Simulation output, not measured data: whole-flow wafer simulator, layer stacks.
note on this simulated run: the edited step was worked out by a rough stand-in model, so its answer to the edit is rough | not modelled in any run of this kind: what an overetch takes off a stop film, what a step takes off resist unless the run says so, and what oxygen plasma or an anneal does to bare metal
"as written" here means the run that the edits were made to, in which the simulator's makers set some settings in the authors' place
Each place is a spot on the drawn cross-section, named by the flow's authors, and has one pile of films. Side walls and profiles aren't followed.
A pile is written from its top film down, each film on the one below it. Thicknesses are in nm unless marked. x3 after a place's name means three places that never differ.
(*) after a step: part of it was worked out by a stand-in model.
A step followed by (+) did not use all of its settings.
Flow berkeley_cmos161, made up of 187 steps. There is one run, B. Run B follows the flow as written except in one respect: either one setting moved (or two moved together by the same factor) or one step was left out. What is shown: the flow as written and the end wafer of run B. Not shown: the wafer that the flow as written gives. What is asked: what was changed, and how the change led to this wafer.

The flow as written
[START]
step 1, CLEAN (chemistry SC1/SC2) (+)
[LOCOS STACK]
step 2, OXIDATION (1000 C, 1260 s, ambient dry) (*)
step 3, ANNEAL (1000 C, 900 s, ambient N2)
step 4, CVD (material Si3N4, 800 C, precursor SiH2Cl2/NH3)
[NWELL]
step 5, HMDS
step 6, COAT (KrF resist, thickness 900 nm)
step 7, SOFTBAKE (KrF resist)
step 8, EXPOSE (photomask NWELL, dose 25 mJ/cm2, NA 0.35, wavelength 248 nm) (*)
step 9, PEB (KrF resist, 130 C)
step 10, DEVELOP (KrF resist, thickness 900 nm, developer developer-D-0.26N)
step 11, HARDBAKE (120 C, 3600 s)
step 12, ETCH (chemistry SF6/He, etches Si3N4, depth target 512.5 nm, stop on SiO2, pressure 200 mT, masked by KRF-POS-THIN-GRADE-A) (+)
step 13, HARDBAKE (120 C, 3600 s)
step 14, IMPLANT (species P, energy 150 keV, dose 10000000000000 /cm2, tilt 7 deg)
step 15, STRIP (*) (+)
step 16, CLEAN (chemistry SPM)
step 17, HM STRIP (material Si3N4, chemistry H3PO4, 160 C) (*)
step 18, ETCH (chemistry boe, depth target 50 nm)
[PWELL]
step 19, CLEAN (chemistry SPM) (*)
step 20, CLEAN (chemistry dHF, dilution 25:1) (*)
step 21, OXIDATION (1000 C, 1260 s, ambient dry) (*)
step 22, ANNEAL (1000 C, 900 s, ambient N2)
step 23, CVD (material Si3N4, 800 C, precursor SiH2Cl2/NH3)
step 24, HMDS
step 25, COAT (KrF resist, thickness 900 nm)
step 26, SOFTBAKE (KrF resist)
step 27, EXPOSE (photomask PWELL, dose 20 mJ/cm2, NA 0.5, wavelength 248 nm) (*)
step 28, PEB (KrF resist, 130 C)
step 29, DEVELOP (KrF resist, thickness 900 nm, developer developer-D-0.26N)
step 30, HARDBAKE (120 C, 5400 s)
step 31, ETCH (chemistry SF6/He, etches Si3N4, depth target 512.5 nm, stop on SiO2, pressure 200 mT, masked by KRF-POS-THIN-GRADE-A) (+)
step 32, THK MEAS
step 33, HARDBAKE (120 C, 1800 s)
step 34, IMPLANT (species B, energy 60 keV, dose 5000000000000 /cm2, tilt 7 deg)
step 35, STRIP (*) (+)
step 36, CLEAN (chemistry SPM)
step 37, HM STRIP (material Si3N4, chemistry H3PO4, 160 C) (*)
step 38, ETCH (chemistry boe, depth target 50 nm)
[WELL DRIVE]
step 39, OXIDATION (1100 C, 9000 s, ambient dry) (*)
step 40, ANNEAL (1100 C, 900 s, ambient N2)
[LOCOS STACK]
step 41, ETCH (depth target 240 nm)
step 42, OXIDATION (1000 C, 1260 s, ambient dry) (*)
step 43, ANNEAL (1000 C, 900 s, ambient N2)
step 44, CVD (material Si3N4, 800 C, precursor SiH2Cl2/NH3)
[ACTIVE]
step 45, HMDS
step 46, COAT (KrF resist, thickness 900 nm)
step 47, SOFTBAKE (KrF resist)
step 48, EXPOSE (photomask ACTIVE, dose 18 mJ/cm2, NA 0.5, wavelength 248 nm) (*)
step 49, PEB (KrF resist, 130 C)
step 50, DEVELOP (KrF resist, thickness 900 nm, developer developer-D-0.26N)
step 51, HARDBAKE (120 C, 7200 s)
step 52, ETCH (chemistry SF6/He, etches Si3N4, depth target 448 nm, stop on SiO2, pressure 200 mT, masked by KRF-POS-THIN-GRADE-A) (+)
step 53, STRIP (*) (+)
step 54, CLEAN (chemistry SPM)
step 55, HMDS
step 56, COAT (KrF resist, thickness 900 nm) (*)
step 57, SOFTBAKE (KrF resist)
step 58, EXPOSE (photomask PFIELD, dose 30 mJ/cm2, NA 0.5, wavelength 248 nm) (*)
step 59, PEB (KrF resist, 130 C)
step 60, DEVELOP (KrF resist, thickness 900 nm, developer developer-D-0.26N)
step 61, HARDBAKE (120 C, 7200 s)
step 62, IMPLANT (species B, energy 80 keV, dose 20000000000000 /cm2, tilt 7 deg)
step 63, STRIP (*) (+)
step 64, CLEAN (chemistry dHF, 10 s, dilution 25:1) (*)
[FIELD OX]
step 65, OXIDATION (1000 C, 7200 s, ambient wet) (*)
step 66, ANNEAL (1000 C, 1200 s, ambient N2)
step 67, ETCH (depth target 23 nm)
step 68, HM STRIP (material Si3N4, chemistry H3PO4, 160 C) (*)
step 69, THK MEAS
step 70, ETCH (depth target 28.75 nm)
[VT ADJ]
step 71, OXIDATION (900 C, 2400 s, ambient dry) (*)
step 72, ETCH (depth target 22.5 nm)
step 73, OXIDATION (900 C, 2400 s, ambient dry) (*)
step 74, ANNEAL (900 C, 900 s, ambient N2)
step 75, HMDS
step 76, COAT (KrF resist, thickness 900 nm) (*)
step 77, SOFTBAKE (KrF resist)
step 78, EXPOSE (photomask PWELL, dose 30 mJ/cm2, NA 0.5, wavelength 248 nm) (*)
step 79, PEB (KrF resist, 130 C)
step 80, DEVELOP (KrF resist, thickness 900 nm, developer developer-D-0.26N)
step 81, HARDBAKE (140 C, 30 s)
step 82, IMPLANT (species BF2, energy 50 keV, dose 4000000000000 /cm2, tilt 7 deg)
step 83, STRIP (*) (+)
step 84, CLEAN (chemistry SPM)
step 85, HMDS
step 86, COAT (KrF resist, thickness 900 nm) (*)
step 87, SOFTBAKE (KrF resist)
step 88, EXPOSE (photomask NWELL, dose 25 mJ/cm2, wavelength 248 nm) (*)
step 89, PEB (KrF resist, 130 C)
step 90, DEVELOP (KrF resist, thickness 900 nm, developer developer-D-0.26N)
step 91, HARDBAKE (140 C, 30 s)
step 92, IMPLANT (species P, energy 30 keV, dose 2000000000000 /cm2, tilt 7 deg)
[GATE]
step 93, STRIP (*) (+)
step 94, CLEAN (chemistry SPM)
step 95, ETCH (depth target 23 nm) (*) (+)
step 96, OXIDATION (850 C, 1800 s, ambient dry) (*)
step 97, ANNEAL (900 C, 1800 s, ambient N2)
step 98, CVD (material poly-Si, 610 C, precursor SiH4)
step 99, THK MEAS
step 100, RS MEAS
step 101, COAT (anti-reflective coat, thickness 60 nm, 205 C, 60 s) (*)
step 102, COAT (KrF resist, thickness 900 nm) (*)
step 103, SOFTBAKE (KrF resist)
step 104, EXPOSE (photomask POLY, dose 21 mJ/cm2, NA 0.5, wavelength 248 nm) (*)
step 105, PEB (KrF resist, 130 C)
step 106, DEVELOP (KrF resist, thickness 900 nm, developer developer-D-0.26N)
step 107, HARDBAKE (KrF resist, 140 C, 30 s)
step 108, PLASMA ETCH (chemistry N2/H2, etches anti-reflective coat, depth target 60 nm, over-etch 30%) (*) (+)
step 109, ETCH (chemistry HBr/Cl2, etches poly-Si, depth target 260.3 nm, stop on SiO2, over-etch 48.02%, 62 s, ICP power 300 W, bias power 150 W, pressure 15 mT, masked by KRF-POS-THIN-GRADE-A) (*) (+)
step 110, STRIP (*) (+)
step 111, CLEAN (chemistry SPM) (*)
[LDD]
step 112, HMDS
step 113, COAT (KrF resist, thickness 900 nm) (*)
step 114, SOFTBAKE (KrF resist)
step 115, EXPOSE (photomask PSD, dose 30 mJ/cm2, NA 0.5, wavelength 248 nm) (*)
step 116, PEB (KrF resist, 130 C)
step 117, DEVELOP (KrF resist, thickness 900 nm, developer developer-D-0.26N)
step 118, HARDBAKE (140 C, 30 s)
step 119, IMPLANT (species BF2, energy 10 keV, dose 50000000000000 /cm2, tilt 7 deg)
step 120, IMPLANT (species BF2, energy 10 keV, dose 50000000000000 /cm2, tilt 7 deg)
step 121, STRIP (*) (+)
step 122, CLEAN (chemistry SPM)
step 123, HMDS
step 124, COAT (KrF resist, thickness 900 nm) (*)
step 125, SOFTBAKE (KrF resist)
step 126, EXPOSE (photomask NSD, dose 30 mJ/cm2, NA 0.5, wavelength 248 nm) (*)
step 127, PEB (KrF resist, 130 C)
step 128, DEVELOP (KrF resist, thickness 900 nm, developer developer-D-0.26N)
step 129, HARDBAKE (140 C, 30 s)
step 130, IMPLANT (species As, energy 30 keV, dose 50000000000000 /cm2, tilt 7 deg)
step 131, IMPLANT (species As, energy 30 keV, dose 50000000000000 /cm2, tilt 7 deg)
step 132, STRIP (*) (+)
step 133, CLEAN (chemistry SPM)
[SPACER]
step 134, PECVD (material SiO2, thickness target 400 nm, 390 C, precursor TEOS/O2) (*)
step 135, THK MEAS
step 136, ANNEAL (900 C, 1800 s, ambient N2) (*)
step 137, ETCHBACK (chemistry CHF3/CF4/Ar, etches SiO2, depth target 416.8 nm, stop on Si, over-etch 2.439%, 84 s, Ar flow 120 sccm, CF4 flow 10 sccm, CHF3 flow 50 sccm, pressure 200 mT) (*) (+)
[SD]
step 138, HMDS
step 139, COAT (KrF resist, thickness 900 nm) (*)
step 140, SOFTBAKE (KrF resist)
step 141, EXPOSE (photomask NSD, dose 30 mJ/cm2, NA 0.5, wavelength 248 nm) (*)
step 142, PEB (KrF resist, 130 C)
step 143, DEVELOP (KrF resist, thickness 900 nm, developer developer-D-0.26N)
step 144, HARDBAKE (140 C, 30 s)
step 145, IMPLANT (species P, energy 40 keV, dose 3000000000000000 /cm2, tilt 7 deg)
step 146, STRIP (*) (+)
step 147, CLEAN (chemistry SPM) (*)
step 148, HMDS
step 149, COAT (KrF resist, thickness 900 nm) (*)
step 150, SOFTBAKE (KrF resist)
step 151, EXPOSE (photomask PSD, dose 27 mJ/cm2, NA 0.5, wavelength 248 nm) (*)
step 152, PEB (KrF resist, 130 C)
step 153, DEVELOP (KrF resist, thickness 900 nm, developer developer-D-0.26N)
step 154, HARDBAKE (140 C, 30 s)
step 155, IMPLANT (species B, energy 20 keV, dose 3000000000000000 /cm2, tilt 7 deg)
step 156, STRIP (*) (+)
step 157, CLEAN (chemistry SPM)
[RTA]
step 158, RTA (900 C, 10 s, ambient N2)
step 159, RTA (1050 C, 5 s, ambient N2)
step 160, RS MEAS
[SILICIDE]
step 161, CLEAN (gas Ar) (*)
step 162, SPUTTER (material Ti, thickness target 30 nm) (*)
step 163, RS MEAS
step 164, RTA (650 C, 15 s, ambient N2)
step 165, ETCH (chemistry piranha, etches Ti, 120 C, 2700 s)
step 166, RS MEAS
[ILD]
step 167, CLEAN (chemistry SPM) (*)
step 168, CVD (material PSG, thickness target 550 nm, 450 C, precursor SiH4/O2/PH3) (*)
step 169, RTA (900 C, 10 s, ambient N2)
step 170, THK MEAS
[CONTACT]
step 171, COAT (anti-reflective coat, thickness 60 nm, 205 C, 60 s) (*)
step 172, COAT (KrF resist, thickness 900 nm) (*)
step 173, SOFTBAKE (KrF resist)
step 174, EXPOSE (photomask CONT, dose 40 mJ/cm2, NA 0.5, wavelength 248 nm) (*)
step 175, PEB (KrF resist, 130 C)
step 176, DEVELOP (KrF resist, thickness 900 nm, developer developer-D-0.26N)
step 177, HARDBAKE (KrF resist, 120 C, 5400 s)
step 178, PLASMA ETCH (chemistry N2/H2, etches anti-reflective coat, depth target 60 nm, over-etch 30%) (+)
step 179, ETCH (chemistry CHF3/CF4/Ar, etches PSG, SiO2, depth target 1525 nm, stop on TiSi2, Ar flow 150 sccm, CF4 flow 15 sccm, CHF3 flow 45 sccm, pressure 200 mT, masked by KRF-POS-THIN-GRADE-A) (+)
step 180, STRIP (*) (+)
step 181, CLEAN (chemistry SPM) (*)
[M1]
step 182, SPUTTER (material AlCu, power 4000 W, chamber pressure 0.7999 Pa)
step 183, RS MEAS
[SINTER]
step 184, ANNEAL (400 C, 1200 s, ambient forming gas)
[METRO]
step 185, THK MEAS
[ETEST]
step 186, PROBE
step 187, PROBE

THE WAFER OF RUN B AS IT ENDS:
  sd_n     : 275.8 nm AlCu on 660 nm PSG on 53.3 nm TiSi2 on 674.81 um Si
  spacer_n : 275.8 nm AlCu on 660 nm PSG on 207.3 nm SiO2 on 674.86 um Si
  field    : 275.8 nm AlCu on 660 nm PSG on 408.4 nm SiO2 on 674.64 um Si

What caused this: step 168, CVD: thickness target 660 nm was run, though the flow has thickness target 550 nm.
The wafer lets one read it off: sd_n has PSG 660, and step 168 as written asks for 550 nm.

The path from the change to this, step by step:
  step 168, CVD (material PSG, thickness target 550 nm, 450 C, precursor SiH4/O2/PH3) (*)
      field, sd_n, spacer_n, gate_n, spacer_p, gate_p, contact, m1: PSG gains 660 (new film) (it would be, as written: PSG gains 550 (new film))
      sd_p: PSG gains 624.5 (new film) (it would be, as written: PSG gains 521.9 (new film))
  step 179, ETCH (chemistry CHF3/CF4/Ar, etches PSG, SiO2, depth target 1525 nm, stop on TiSi2, Ar flow 150 sccm, CF4 flow 15 sccm, CHF3 flow 45 sccm, pressure 200 mT, masked by KRF-POS-THIN-GRADE-A) (+)
      field, sd_n, spacer_n, gate_n, sd_p, spacer_p, gate_p, m1: KrF resist loses 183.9 (it would be, as written: KrF resist loses 156.4)
      contact: PSG loses 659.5 (all of it), TiSi2 loses 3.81 (it would be, as written: PSG loses 549.5 (all of it), TiSi2 loses 3.81)
  step 180, STRIP (*) (+)
      field: KrF resist loses 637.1 (all of it), anti-reflective coat loses 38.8 (all of it) (it would be, as written: KrF resist loses 665.1 (all of it), anti-reflective coat loses 38.5 (all of it))
      sd_n: KrF resist loses 662.5 (all of it), anti-reflective coat loses 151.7 (all of it) (it would be, as written: KrF resist loses 692.5 (all of it), anti-reflective coat loses 149.7 (all of it))
      (as well as at 6 more places)
  step 182, SPUTTER (material AlCu, power 4000 W, chamber pressure 0.7999 Pa)
      contact: AlCu gains 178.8 (new film) (it would be, as written: AlCu gains 192.2 (new film))
